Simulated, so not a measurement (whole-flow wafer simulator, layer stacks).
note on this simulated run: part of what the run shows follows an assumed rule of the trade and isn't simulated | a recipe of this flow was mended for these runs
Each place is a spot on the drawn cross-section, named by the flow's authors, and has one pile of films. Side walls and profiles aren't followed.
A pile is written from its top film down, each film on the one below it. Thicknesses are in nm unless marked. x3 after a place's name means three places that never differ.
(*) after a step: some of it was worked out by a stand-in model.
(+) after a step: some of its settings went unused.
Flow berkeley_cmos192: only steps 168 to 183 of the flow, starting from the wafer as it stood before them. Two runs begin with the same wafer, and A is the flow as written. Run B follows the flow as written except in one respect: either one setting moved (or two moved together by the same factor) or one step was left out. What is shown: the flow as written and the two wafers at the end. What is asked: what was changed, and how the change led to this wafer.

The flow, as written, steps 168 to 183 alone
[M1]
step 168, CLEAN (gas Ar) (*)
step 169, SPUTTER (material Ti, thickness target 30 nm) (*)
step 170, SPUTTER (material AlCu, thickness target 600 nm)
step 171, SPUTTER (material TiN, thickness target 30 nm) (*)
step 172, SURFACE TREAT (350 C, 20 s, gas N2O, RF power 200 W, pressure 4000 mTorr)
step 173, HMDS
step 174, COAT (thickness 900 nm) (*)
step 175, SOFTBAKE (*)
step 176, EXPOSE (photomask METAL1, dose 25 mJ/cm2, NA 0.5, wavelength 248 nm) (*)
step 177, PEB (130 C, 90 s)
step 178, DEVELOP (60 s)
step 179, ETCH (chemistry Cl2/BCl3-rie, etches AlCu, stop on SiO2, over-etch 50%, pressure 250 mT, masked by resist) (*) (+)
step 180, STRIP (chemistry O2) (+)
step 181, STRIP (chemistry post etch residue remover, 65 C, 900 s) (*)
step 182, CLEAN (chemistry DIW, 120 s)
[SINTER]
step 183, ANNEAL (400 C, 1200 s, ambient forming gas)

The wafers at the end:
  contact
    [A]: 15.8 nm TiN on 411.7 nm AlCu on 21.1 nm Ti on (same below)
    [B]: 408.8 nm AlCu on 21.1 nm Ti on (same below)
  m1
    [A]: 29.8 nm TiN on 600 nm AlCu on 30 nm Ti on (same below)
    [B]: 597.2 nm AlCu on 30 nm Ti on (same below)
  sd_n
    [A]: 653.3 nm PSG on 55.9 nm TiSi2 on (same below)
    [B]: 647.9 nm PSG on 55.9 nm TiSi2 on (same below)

Cause: step 171, SPUTTER: material TiN, thickness target 30 nm (*), was not run.

The path from the change to this, step by step:
  step 178, DEVELOP (60 s)
      field: A KrF-resist loses 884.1 (all of it) | B KrF-resist loses 882.3 (all of it), AlCu loses 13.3
      sd_n: A KrF-resist loses 873 (all of it) | B KrF-resist loses 874.1 (all of it), AlCu loses 13.3
      (as well as at 5 more places)
  step 179, ETCH (chemistry Cl2/BCl3-rie, etches AlCu, stop on SiO2, over-etch 50%, pressure 250 mT, masked by resist) (*) (+)
      field, sd_n, spacer_n, gate, spacer_p, gate_p: A TiN loses 30 (all of it), AlCu loses 600 (all of it), Ti loses 30 (all of it), PSG loses 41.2 | B AlCu loses 586.7 (all of it), Ti loses 30 (all of it), PSG loses 46.7
      sd_p: A TiN loses 26.2 (all of it), AlCu loses 557.4 (all of it), Ti loses 26.8 (all of it), PSG loses 47.4 | B AlCu loses 544.1 (all of it), Ti loses 26.8 (all of it), PSG loses 52.4
      (as well as at 2 more places)
  step 180, STRIP (chemistry O2) (+)
      m1: A KrF-resist loses 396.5 (all of it) | B KrF-resist loses 428.7 (all of it)
  step 181, STRIP (chemistry post etch residue remover, 65 C, 900 s) (*)
      contact, m1: A TiN loses 0.19 | B AlCu loses 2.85
